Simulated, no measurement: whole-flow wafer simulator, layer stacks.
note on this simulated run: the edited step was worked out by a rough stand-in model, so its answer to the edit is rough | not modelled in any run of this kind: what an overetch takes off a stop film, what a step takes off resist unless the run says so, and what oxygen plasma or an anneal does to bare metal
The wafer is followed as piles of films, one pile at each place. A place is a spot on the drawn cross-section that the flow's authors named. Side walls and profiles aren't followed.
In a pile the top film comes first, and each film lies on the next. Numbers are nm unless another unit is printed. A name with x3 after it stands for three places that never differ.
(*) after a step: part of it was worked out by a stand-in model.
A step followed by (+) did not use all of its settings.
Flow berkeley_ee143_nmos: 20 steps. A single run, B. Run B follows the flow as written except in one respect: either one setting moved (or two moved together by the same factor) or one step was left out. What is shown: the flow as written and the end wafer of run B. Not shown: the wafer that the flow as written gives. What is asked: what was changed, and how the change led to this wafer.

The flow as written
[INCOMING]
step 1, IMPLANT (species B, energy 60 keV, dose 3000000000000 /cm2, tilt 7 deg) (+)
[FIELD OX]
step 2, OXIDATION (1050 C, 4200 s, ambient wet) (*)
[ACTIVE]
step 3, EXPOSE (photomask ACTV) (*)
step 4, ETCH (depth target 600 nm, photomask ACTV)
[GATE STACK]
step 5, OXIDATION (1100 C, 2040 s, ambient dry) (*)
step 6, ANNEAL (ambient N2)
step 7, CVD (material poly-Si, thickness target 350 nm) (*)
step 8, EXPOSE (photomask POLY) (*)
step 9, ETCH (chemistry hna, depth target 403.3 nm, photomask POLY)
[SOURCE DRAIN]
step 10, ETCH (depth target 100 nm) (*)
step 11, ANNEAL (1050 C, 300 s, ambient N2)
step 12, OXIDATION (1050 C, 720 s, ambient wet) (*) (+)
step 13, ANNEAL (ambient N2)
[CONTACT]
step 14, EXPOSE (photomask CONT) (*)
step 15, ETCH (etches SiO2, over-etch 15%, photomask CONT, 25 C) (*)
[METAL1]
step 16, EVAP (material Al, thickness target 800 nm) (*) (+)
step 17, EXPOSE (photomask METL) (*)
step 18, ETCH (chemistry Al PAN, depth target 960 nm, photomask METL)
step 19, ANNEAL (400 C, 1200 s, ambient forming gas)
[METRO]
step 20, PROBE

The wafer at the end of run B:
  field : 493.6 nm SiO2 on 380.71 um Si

The reason: step 10, ETCH: depth target 160 nm was run, whereas the flow has depth target 100 nm.

Step by step, how the change led to this:
  step 10, ETCH (depth target 100 nm) (*)
      field: -160 SiO2 (as written it would have been: -100 SiO2)
  step 12, OXIDATION (1050 C, 720 s, ambient wet) (*) (+)
      field: +75.6 SiO2, -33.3 Si (as written it would have been: +69.1 SiO2, -30.4 Si)
